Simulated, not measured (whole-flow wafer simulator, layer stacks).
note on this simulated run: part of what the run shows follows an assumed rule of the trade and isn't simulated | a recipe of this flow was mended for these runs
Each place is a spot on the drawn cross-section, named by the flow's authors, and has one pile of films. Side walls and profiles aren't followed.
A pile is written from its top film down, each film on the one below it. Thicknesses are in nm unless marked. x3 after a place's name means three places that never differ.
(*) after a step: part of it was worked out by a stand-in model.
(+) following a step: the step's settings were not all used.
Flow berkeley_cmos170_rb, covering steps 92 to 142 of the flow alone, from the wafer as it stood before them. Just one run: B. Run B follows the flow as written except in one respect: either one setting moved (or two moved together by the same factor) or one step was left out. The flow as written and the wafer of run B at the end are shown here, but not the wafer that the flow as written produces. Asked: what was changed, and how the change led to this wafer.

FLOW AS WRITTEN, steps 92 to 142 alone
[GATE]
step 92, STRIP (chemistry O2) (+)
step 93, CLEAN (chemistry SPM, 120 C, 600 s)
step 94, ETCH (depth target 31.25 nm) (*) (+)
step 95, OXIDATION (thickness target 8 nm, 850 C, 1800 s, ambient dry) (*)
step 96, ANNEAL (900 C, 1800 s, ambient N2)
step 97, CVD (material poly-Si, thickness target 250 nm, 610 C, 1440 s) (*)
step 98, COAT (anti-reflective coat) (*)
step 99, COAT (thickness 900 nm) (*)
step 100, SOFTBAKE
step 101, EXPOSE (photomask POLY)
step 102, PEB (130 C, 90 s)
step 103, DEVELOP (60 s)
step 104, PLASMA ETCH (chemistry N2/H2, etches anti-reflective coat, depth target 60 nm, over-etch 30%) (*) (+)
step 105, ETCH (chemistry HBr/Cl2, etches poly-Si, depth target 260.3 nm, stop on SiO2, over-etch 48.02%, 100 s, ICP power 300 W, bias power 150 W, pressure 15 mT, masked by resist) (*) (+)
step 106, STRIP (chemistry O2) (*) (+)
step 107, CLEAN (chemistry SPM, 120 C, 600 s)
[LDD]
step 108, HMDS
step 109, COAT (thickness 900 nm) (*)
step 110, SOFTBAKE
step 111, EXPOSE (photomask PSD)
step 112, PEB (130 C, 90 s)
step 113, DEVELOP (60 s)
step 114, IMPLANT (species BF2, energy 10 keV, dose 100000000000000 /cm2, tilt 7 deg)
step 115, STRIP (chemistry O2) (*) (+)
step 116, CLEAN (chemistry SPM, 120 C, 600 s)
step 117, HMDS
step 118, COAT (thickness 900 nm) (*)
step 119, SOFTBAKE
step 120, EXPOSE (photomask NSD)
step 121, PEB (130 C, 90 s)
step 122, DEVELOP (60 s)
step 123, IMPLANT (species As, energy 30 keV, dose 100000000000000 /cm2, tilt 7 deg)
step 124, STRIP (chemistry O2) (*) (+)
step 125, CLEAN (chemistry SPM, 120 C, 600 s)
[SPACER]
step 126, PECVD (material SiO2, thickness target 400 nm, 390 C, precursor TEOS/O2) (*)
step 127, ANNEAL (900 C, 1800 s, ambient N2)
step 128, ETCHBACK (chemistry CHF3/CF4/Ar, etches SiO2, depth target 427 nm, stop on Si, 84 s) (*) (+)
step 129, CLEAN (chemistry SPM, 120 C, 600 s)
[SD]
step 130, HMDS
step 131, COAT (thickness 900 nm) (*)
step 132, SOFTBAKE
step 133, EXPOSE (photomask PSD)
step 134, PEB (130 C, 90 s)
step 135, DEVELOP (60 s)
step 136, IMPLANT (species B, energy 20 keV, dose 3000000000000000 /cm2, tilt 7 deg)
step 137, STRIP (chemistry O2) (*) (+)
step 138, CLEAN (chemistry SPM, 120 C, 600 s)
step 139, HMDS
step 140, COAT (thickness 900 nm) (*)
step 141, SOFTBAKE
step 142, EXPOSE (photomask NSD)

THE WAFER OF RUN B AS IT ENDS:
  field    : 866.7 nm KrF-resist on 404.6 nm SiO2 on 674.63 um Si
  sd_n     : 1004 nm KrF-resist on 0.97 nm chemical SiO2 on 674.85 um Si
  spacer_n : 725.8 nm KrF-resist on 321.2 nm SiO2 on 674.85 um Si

The reason: step 97, CVD: thickness target 340 nm was run, while the flow as written has thickness target 250 nm; step 97, CVD: 1958 s was run, where the flow has 1440 s.

How this came from the change, step by step:
  step 97, CVD (material poly-Si, thickness target 250 nm, 610 C, 1440 s) (*)
      field, sd_n, spacer_n and 6 more: +340 poly-Si (new film) (in the flow as written it would be: +250 poly-Si (new film))
  step 98, COAT (anti-reflective coat) (*)
      sd_n: +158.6 anti-reflective coat (new film) (in the flow as written it would be: +154.3 anti-reflective coat (new film))
      contact: +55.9 anti-reflective coat (new film) (in the flow as written it would be: +53.8 anti-reflective coat (new film))
  step 104, PLASMA ETCH (chemistry N2/H2, etches anti-reflective coat, depth target 60 nm, over-etch 30%) (*) (+)
      gate, gate_p: -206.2 KrF-resist (in the flow as written it would be: -200.6 KrF-resist)
      sd_n: -158.6 anti-reflective coat (all of it), -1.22 poly-Si (in the flow as written it would be: -154.3 anti-reflective coat (all of it), -1.19 poly-Si)
      (also at 1 further place)
  step 105, ETCH (chemistry HBr/Cl2, etches poly-Si, depth target 260.3 nm, stop on SiO2, over-etch 48.02%, 100 s, ICP power 300 W, bias power 150 W, pressure 15 mT, masked by resist) (*) (+)
      spacer_n, spacer_p: -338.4 poly-Si (all of it), -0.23 SiO2 (in the flow as written it would be: -248.5 poly-Si (all of it), -1.53 SiO2)
      field: -334.9 poly-Si (all of it), -0.25 SiO2 (in the flow as written it would be: -245 poly-Si (all of it), -1.8 SiO2)
      (also at 4 further places)
  step 109, COAT (thickness 900 nm) (*)
      gate: +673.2 KrF-resist (new film) (in the flow as written it would be: +749.5 KrF-resist (new film))
      gate_p: +669.4 KrF-resist (new film) (in the flow as written it would be: +745.7 KrF-resist (new film))
  step 113, DEVELOP (60 s)
      gate_p: -668 KrF-resist (all of it) (in the flow as written it would be: -744.1 KrF-resist (all of it))
  step 115, STRIP (chemistry O2) (*) (+)
      gate: -656.8 KrF-resist (all of it), +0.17 chemical SiO2 (in the flow as written it would be: -733 KrF-resist (all of it), +0.17 chemical SiO2)
  step 118, COAT (thickness 900 nm) (*)
      gate: +673.1 KrF-resist (new film) (in the flow as written it would be: +748.7 KrF-resist (new film))
      gate_p: +669.3 KrF-resist (new film) (in the flow as written it would be: +744.7 KrF-resist (new film))
  step 122, DEVELOP (60 s)
      gate: -671.7 KrF-resist (all of it) (in the flow as written it would be: -747.1 KrF-resist (all of it))
  step 124, STRIP (chemistry O2) (*) (+)
      gate_p: -652.9 KrF-resist (all of it), +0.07 chemical SiO2 (in the flow as written it would be: -728.2 KrF-resist (all of it), +0.07 chemical SiO2)
  step 128, ETCHBACK (chemistry CHF3/CF4/Ar, etches SiO2, depth target 427 nm, stop on Si, 84 s) (*) (+)
      spacer_n: -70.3 SiO2 (in the flow as written it would be: -160.1 SiO2)
      spacer_p: -70.2 SiO2 (in the flow as written it would be: -160.1 SiO2)
  step 131, COAT (thickness 900 nm) (*)
      spacer_n: +725.8 KrF-resist (new film) (in the flow as written it would be: +791.7 KrF-resist (new film))
      gate: +706.3 KrF-resist (new film) (in the flow as written it would be: +770.7 KrF-resist (new film))
      (also at 2 further places)
  step 135, DEVELOP (60 s)
      spacer_p: -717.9 KrF-resist (all of it) (in the flow as written it would be: -783.4 KrF-resist (all of it))
      gate_p: -698.3 KrF-resist (all of it) (in the flow as written it would be: -762.3 KrF-resist (all of it))
  step 137, STRIP (chemistry O2) (*) (+)
      spacer_n: -709.3 KrF-resist (all of it) (in the flow as written it would be: -775.1 KrF-resist (all of it))
      gate: -689.9 KrF-resist (all of it), +0.17 chemical SiO2, -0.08 poly-Si (in the flow as written it would be: -754.1 KrF-resist (all of it), +0.17 chemical SiO2, -0.08 poly-Si)
  step 140, COAT (thickness 900 nm) (*)
      spacer_n: +725.8 KrF-resist (new film) (in the flow as written it would be: +791.4 KrF-resist (new film))
      gate: +706.3 KrF-resist (new film) (in the flow as written it would be: +770.4 KrF-resist (new film))
      (also at 2 further places)
